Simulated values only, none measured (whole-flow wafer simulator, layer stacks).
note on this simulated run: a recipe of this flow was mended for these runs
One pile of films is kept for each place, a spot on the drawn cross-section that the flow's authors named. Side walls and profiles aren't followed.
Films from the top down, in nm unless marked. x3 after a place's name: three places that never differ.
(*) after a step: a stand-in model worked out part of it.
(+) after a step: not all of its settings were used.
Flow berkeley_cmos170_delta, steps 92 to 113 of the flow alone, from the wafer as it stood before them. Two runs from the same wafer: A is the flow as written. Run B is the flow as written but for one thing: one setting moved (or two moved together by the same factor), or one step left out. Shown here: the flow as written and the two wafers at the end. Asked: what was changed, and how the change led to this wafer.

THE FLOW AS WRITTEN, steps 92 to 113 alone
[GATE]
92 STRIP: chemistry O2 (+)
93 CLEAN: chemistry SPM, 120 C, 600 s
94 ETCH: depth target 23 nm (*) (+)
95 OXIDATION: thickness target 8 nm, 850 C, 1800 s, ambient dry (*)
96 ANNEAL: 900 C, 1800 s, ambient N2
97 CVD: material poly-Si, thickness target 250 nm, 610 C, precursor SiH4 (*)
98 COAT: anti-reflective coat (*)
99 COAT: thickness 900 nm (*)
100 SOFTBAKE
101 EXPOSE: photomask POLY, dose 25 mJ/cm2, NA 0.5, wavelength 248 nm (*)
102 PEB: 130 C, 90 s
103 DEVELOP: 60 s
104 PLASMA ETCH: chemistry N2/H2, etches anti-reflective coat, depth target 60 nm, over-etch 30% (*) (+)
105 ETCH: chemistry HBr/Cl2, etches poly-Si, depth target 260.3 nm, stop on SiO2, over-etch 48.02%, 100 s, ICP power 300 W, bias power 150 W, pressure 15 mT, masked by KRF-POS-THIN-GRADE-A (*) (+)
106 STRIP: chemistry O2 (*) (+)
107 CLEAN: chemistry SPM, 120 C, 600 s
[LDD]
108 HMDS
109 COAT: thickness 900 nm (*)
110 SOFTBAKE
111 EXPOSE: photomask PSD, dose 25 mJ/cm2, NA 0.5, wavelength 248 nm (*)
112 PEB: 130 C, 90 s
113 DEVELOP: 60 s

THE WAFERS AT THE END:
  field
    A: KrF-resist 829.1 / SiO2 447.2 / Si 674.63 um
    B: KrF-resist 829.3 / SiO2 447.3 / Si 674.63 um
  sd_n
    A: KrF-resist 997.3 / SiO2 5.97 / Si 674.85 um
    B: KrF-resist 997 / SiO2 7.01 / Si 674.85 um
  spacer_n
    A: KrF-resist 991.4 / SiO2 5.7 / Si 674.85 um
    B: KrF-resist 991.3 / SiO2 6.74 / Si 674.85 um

The cause: step 95, OXIDATION: thickness target 9.92 nm was run, where the flow has thickness target 8 nm; step 95, OXIDATION: 2232 s was run, where the flow has 1800 s.

How the change led to this, step by step:
  95 OXIDATION: thickness target 8 nm, 850 C, 1800 s, ambient dry (*)
      sd_n, spacer_n, gate, sd_p, spacer_p, gate_p, contact, m1: A SiO2 +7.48 (new film), Si -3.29 | B SiO2 +8.53 (new film), Si -3.75
